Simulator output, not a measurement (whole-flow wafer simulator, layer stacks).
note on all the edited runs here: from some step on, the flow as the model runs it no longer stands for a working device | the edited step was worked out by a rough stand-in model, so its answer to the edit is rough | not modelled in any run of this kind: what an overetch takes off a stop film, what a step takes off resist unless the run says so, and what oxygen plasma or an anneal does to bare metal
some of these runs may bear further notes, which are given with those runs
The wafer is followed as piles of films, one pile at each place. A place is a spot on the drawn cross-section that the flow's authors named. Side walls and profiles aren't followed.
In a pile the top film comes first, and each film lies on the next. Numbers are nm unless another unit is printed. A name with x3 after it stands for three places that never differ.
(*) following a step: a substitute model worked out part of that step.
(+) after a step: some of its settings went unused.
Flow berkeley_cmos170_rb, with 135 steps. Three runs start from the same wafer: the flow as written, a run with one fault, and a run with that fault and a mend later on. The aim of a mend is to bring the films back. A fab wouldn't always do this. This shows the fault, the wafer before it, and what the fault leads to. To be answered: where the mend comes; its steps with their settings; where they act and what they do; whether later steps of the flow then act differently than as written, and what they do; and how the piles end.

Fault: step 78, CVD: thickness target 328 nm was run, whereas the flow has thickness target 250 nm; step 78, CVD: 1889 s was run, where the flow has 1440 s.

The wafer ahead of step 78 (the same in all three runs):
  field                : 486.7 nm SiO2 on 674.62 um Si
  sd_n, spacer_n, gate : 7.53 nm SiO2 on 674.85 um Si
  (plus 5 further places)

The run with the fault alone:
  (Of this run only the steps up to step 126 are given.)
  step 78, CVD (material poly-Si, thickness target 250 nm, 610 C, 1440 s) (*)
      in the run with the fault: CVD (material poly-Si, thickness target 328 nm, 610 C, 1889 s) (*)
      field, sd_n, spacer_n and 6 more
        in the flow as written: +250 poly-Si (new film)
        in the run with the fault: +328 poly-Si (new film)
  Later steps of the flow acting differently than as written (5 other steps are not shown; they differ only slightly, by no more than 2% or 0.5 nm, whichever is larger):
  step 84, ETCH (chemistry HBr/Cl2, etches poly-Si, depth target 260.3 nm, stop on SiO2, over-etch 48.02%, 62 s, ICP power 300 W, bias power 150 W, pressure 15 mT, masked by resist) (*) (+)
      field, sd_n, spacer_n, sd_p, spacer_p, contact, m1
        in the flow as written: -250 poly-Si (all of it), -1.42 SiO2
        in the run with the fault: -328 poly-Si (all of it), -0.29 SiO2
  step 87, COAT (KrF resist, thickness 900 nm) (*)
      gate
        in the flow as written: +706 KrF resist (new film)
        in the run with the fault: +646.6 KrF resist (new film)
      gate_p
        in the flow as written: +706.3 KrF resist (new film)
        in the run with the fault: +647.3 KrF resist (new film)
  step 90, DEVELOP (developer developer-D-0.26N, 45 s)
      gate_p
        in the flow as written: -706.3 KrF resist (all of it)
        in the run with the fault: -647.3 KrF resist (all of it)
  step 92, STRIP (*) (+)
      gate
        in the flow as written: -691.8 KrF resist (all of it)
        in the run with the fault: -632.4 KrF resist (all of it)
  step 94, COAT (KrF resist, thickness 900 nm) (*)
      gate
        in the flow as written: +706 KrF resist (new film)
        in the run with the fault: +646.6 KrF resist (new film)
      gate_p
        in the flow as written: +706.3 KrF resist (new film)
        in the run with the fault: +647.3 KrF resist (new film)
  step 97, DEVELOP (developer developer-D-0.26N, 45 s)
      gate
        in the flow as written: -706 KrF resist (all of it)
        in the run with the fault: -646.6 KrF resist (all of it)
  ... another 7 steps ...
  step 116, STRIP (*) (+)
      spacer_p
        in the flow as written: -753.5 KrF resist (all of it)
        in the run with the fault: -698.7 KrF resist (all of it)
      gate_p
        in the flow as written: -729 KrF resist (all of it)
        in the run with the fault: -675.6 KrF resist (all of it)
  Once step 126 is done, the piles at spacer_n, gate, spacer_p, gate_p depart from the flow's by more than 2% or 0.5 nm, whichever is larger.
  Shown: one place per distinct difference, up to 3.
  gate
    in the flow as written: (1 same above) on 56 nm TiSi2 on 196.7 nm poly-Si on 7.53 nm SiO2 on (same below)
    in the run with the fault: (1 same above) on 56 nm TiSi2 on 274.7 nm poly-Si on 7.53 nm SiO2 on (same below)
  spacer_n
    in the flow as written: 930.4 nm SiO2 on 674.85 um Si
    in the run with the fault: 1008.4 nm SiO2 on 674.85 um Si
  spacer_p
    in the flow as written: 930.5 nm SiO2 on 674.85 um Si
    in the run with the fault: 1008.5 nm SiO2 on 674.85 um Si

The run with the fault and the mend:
  The mend stands after step 78.
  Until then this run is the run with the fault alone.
  step 78a, ETCH (chemistry tmah, depth target 78 nm)
      field, sd_n, spacer_n and 6 more
        -78 poly-Si
  None of the later steps of the flow acts differently than as written at any place that is followed.
  The piles end the same as the flow's at every place that both follow.
